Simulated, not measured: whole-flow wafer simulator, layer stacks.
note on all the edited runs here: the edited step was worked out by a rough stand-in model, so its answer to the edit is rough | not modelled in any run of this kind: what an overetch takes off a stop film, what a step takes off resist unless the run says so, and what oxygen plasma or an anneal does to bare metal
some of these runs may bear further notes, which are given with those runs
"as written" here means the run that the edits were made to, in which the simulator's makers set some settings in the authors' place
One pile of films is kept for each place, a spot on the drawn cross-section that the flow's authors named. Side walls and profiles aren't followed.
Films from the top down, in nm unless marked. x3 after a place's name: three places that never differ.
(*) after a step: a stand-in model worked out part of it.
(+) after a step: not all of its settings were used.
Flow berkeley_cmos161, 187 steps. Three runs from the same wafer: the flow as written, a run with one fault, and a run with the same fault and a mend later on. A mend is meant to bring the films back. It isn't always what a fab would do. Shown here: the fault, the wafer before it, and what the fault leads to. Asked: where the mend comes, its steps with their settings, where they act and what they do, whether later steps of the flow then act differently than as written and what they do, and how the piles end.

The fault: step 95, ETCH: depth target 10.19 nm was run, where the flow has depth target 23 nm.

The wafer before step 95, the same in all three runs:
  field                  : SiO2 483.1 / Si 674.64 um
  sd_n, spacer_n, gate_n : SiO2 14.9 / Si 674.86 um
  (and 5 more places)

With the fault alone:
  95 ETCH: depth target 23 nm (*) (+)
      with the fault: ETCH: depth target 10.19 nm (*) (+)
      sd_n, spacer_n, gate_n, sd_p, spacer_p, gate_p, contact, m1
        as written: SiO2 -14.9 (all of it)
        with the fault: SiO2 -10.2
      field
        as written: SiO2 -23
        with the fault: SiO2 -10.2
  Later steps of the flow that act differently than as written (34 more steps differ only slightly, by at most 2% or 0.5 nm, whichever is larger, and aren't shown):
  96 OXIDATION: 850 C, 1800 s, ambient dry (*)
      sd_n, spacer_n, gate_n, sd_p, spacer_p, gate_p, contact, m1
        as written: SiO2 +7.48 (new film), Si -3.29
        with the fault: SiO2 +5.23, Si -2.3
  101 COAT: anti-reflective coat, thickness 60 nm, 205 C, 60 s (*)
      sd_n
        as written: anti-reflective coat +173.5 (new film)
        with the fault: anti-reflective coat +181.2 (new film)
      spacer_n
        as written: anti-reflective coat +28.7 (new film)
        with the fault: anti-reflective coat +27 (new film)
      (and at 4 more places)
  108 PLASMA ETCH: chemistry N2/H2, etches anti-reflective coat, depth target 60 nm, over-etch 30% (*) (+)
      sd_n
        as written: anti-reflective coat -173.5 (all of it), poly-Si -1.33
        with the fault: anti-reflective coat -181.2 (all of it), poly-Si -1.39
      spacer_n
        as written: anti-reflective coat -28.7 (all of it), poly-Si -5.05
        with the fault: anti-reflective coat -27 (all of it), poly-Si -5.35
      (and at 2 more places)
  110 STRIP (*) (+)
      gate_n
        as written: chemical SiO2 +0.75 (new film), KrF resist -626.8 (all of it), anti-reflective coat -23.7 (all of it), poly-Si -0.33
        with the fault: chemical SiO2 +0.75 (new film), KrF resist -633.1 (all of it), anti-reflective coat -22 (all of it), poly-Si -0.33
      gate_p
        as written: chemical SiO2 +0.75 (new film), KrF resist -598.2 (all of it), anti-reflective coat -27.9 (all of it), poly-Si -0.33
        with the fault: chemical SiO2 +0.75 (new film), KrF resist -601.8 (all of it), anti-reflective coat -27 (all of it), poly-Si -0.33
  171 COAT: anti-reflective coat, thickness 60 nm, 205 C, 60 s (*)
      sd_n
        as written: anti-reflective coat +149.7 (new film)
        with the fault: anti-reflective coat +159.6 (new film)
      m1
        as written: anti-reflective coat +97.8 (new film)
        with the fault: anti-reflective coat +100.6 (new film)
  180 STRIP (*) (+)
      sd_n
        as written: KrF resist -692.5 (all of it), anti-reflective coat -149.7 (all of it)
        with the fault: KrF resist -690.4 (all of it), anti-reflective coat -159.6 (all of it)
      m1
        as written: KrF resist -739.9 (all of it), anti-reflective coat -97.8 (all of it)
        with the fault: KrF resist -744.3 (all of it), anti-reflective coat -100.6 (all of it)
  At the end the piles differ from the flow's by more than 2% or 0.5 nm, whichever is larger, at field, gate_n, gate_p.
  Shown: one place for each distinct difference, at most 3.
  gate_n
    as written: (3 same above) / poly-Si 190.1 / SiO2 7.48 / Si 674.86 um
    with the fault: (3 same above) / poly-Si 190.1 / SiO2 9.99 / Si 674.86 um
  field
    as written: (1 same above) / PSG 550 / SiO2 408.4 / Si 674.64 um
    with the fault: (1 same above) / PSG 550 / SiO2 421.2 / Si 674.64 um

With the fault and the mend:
  The mend comes after step 95.
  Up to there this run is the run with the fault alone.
  95a ETCH: depth target 12.81 nm (*) (+) (the flow's step 95 once more, with other settings)
      sd_n, spacer_n, gate_n, sd_p, spacer_p, gate_p, contact, m1
        SiO2 -4.75 (all of it)
      field
        SiO2 -12.8
  No later step of the flow acts differently than as written at any place that is followed.
  At the end the piles are the same as the flow's at every place that both follow.
